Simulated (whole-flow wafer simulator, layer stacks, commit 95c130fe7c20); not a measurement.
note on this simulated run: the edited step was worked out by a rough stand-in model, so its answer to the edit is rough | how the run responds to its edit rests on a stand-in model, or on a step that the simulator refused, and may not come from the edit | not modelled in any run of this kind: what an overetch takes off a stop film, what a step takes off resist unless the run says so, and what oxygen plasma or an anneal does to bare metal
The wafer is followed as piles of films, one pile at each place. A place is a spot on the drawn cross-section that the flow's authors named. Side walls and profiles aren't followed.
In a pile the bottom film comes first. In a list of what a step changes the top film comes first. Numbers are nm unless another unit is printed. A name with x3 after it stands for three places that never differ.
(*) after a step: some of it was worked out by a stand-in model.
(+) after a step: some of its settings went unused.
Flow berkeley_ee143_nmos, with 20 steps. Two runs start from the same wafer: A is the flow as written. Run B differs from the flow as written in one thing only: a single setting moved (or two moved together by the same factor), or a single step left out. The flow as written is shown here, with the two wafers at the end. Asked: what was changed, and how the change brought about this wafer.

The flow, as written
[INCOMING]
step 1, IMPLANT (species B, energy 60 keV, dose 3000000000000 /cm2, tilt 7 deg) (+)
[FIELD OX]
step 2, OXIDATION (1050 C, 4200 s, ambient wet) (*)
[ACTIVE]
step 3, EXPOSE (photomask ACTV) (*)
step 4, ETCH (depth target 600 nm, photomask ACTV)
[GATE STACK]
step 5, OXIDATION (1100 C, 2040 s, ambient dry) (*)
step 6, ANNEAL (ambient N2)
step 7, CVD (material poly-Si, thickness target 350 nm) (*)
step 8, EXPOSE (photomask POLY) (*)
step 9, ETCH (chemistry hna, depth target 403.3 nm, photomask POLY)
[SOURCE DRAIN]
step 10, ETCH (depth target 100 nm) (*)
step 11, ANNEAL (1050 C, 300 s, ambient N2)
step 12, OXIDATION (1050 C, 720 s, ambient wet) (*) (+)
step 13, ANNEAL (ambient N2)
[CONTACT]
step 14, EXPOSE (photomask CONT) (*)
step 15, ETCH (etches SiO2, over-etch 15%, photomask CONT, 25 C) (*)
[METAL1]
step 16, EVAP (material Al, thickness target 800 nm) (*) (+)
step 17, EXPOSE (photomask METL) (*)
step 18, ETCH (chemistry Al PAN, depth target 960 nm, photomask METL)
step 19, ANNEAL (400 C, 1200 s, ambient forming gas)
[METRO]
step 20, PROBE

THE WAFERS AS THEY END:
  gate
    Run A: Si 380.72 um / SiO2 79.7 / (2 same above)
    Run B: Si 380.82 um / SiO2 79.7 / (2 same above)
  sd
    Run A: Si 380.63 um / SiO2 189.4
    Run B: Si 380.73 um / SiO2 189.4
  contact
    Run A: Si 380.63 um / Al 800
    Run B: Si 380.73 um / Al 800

What caused this: step 2, OXIDATION: 1785 s was run, whereas the flow has 4200 s.

The path from the change to this, step by step:
  step 2, OXIDATION (1050 C, 4200 s, ambient wet) (*)
      gate, sd, contact, field: A SiO2 gains 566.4 (new film), chemical SiO2 loses 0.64 (all of it), Si loses 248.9 | B SiO2 gains 335.2 (new film), chemical SiO2 loses 0.64 (all of it), Si loses 147.2
  step 4, ETCH (depth target 600 nm, photomask ACTV)
      gate, sd, contact: A SiO2 loses 566.4 (all of it) | B SiO2 loses 335.2 (all of it)
  step 5, OXIDATION (1100 C, 2040 s, ambient dry) (*)
      field: A SiO2 gains 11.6, Si loses 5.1 | B SiO2 gains 17.8, Si loses 7.85
  step 12, OXIDATION (1050 C, 720 s, ambient wet) (*) (+)
      field: A SiO2 gains 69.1, Si loses 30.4 | B SiO2 gains 101.1, Si loses 44.5
